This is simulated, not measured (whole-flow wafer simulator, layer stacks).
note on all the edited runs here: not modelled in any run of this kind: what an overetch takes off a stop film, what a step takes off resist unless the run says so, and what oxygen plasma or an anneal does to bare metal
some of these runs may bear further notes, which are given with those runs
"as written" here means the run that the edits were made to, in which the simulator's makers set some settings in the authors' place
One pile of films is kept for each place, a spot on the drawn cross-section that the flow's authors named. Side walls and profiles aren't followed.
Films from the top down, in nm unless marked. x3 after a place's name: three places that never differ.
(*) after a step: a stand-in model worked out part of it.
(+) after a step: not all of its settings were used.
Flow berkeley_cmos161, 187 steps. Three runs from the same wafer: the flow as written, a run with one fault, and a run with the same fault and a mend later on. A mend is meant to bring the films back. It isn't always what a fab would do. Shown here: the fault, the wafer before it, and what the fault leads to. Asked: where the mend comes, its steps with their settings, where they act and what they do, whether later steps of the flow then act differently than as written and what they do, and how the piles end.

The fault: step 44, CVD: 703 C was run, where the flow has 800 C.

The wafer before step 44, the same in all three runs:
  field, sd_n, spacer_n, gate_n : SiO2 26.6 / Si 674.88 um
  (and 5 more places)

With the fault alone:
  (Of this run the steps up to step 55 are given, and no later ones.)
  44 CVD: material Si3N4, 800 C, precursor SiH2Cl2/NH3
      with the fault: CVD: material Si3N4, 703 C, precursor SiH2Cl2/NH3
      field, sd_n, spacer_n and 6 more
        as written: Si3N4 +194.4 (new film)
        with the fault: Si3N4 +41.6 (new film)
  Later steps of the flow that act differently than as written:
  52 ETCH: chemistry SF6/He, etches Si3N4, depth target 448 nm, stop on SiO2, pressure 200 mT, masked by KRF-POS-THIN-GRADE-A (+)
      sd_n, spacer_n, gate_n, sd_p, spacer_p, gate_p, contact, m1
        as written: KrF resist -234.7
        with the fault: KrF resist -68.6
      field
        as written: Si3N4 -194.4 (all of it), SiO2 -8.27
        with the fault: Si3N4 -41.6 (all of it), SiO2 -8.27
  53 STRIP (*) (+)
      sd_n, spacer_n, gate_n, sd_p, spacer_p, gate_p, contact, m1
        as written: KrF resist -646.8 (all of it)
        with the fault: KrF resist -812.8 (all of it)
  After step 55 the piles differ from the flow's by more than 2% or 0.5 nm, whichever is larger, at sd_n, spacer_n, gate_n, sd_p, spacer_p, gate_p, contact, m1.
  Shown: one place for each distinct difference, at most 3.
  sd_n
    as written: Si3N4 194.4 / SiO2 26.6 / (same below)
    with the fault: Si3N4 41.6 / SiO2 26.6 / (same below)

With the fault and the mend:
  The mend comes after step 44.
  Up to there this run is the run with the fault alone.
  44a CVD: material Si3N4, 800 C, precursor SiH2Cl2/NH3 (the flow's step 44 once more, with other settings that aren't printed)
      field, sd_n, spacer_n and 6 more
        Si3N4 +152.8
  No later step of the flow acts differently than as written, at any place that is followed, by more than 2% or 0.5 nm, whichever is larger.
  At the end the piles are the same as the flow's at every place that both follow.
